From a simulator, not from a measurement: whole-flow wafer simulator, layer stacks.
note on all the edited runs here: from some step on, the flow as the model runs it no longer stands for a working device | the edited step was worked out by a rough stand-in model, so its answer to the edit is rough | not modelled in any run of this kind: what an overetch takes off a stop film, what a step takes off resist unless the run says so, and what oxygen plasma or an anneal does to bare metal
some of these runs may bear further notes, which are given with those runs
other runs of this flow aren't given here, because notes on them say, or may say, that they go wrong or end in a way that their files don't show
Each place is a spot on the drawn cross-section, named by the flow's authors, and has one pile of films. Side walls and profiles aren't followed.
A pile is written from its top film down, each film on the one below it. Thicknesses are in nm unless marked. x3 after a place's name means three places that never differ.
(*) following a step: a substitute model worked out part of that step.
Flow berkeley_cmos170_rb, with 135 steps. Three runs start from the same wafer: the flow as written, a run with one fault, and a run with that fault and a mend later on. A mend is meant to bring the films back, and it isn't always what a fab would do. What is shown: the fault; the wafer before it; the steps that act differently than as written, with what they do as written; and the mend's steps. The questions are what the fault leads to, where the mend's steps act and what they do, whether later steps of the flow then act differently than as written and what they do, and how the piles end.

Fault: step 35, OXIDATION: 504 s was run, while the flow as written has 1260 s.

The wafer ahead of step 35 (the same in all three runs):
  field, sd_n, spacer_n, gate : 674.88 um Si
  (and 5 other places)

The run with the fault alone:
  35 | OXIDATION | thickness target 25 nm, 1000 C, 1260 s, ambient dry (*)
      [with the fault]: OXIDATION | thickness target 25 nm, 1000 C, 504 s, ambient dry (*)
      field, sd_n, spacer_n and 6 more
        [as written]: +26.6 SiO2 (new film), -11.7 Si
        [with the fault]: +16.3 SiO2 (new film), -7.16 Si
  Steps further on in the flow that do not act as written (32 more steps, not shown, differ only slightly: by at most 2% or 0.5 nm, whichever is larger):
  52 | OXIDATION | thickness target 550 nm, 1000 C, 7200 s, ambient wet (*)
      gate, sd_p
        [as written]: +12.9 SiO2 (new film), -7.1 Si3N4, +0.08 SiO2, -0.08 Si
        [with the fault]: +12.9 SiO2 (new film), -7.1 Si3N4
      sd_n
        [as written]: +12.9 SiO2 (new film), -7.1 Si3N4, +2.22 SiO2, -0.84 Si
        [with the fault]: +12.9 SiO2 (new film), -7.1 Si3N4, +0.11 SiO2, -0.09 Si
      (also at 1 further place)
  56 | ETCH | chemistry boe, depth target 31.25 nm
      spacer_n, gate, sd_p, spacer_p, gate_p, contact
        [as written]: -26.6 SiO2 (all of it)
        [with the fault]: -16.3 SiO2 (all of it)
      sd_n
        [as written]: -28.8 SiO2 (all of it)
        [with the fault]: -16.4 SiO2 (all of it)
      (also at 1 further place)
  The piles end only slightly different from the flow's at the places that both follow, by no more than 2% or 0.5 nm, whichever is larger.

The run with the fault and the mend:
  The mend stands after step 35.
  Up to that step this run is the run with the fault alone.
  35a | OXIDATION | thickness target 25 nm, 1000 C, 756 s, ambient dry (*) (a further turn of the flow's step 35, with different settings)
      field, sd_n, spacer_n and 6 more
        +10.3 SiO2, -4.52 Si
  None of the later steps of the flow acts differently than as written at any place that is followed.
  At every place that both follow, the piles at the end match the flow's.
